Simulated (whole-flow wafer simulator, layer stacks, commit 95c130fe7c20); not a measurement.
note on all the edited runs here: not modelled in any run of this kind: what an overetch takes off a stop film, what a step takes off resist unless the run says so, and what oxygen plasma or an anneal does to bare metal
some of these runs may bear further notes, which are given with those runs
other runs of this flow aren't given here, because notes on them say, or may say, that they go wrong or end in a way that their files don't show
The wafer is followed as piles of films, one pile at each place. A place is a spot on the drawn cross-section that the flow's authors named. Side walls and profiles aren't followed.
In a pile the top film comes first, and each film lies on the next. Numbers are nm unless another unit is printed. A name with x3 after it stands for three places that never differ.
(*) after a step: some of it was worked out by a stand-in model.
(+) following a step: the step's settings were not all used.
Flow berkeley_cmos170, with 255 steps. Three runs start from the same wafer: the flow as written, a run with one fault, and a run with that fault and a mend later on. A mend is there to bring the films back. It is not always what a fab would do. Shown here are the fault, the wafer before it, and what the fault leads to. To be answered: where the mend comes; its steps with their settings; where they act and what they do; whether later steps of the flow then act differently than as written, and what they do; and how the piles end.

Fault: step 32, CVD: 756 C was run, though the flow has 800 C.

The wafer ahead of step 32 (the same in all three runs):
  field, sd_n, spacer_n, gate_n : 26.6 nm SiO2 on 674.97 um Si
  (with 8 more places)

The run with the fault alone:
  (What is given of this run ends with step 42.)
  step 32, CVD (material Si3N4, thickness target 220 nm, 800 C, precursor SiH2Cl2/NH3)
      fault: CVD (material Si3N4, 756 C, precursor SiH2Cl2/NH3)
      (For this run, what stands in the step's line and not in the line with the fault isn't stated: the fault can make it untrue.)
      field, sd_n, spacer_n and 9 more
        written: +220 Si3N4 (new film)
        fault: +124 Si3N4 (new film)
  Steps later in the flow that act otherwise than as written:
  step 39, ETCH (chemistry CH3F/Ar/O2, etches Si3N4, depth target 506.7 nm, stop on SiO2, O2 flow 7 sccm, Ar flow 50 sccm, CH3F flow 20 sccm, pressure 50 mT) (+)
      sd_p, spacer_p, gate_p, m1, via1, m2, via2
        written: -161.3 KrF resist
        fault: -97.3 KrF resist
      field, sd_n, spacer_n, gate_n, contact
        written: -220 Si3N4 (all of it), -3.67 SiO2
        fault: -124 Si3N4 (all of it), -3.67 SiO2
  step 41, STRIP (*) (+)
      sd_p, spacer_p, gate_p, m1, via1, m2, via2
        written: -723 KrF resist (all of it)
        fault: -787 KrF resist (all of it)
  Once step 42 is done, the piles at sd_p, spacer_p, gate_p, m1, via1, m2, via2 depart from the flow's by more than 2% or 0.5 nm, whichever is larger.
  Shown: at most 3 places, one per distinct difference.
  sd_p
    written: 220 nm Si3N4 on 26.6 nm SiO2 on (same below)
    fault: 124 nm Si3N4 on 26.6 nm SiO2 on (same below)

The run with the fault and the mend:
  The mend stands after step 38.
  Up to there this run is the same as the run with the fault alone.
  step 38a, STRIP (*) (+)
      sd_p, spacer_p, gate_p, m1, via1, m2, via2
        -884.4 KrF resist (all of it)
  step 38b, CLEAN (chemistry SPM) (the flow's step 25 again)
      does not change any film at any place that is followed
  step 38c, CVD (material Si3N4, thickness target 96 nm, 800 C, precursor SiH2Cl2/NH3) (the flow's step 32 again, with other settings)
      field, sd_n, spacer_n and 9 more
        +96 Si3N4
  step 38d, HMDS (the flow's step 33 again)
      does not change any film at any place that is followed
  step 38e, COAT (KrF resist, thickness 900 nm) (the flow's step 34 again)
      field, sd_n, spacer_n and 9 more
        +900 KrF resist (new film)
  step 38f, SOFTBAKE (KrF resist) (the flow's step 35 again)
      does not change any film at any place that is followed
  step 38g, EXPOSE (photomask PWELL, dose 19 mJ/cm2, NA 0.5, wavelength 248 nm) (*) (the flow's step 36 again)
      does not change any film at any place that is followed
  step 38h, PEB (KrF resist, 130 C) (the flow's step 37 again)
      field, sd_n, spacer_n and 9 more
        -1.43 KrF resist
  step 38i, DEVELOP (KrF resist, thickness 900 nm, developer developer-D-0.26N) (the flow's step 38 again)
      sd_p, spacer_p, gate_p, m1, via1, m2, via2
        -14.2 KrF resist
      field, sd_n, spacer_n, gate_n, contact
        -898.6 KrF resist (all of it)
  None of the later steps of the flow acts differently than as written at any place that is followed.
  The piles end the same as the flow's at every place that both follow.
